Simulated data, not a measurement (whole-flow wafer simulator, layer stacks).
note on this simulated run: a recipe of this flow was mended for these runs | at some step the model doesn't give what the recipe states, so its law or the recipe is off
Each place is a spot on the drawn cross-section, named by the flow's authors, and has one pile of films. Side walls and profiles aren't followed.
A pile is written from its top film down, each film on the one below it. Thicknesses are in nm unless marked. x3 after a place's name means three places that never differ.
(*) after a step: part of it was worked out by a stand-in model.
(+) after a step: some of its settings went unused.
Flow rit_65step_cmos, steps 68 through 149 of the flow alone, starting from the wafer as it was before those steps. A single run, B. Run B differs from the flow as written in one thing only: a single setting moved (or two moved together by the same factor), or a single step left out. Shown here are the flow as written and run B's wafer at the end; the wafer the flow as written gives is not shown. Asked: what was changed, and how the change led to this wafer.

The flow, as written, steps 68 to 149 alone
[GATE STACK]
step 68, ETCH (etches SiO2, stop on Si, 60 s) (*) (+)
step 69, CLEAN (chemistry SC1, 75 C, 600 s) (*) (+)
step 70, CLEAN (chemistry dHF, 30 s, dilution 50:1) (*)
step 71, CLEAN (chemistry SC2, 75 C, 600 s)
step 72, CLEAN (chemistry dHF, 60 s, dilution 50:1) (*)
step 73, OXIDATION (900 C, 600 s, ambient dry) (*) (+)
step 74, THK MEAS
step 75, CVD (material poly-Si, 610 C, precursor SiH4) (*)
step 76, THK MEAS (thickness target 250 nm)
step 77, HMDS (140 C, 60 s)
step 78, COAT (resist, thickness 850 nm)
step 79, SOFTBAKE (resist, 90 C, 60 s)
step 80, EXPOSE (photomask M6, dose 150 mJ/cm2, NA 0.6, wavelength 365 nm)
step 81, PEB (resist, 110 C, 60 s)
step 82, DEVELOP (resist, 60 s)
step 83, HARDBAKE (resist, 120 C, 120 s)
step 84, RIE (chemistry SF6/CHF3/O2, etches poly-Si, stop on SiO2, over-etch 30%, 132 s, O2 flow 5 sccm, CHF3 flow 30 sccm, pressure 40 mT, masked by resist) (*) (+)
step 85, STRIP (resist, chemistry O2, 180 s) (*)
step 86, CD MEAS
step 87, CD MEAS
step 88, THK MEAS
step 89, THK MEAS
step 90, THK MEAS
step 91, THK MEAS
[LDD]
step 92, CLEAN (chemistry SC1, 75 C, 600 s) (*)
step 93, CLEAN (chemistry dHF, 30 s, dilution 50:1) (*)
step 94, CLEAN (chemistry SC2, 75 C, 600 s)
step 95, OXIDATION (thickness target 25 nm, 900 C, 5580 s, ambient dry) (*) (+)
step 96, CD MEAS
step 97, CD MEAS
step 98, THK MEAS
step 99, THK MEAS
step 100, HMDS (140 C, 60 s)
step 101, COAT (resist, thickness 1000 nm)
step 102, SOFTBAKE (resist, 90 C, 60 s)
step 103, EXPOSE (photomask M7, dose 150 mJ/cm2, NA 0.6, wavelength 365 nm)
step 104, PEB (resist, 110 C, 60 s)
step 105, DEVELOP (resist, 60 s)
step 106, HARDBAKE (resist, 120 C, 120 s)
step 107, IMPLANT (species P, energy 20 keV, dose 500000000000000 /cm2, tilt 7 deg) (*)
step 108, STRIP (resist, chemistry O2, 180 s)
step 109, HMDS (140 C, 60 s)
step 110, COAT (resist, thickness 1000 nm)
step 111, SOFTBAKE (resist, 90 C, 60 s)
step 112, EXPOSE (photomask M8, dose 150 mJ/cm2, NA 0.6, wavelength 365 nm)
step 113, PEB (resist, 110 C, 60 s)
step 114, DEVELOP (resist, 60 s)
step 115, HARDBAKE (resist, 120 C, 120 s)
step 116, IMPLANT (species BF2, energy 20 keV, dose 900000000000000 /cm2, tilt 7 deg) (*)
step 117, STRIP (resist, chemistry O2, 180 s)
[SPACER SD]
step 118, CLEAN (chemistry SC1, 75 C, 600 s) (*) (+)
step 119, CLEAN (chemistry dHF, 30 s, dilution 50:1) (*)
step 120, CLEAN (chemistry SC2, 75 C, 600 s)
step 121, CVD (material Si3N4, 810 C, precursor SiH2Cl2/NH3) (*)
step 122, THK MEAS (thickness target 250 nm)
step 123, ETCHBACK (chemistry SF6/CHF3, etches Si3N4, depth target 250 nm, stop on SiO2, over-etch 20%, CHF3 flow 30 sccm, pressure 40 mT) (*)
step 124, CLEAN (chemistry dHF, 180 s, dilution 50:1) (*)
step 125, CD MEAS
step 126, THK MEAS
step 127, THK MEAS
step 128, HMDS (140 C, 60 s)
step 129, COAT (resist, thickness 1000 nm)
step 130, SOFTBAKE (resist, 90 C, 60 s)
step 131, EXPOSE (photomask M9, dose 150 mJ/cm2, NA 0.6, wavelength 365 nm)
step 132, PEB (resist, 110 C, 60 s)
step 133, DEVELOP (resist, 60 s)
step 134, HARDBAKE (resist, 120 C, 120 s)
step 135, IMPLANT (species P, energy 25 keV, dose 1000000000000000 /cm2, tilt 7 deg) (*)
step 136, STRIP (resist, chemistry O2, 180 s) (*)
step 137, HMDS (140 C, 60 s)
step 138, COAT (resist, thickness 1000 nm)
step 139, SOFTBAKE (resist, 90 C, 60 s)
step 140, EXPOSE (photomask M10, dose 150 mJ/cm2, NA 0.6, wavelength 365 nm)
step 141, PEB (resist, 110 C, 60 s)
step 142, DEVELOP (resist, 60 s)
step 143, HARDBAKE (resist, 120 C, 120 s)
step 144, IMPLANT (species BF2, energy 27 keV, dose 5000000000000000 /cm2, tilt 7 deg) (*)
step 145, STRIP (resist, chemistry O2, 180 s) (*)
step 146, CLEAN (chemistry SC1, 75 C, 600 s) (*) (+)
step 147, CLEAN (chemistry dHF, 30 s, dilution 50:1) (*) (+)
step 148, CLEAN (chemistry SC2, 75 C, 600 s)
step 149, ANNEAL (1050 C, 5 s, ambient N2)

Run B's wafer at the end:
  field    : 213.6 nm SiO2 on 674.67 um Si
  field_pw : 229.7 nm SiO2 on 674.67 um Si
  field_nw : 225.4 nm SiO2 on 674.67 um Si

Cause: step 72, CLEAN: 24 s was run, though the flow has 60 s.

How this came from the change, step by step:
  step 72, CLEAN (chemistry dHF, 60 s, dilution 50:1) (*)
      field, field_pw: SiO2 loses 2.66 (in the flow as written it would be: SiO2 loses 6.66)
      field_nw, field_p: SiO2 loses 4.56 (in the flow as written it would be: SiO2 loses 11.3)
